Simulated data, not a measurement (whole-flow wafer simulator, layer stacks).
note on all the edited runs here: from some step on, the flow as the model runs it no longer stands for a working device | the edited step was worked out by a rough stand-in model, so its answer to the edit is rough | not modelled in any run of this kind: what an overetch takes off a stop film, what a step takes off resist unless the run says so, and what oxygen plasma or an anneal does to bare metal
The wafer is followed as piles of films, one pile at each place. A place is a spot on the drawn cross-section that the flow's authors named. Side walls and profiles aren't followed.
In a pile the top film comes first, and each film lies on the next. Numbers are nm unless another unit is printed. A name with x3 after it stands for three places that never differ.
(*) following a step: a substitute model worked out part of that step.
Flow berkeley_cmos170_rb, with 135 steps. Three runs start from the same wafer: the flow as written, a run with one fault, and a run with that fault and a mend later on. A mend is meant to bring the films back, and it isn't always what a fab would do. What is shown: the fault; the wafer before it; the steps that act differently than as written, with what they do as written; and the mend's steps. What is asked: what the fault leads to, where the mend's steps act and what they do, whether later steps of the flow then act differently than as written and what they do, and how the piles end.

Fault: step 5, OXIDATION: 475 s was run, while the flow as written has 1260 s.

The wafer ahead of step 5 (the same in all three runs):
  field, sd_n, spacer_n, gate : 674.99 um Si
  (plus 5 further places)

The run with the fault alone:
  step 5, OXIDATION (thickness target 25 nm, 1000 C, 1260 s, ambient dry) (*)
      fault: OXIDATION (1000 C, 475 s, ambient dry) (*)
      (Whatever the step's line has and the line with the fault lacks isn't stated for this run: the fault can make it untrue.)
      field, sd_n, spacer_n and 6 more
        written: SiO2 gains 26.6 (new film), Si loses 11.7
        fault: SiO2 gains 15.8 (new film), Si loses 6.93
  Steps further on in the flow that do not act as written:
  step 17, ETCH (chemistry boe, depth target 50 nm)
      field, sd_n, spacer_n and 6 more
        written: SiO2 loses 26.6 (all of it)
        fault: SiO2 loses 15.8 (all of it)
  The piles end only slightly different from the flow's at the places that both follow, by no more than 2% or 0.5 nm, whichever is larger.

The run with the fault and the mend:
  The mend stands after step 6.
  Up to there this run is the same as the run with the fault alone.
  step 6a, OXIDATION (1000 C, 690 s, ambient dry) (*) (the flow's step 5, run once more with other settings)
      field, sd_n, spacer_n and 6 more
        SiO2 gains 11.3, Si loses 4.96
  None of the later steps of the flow differs from how it acts as written, at any place that is followed, by more than 2% or 0.5 nm, whichever is larger.
  The piles end only slightly different from the flow's at the places that both follow, by no more than 2% or 0.5 nm, whichever is larger.
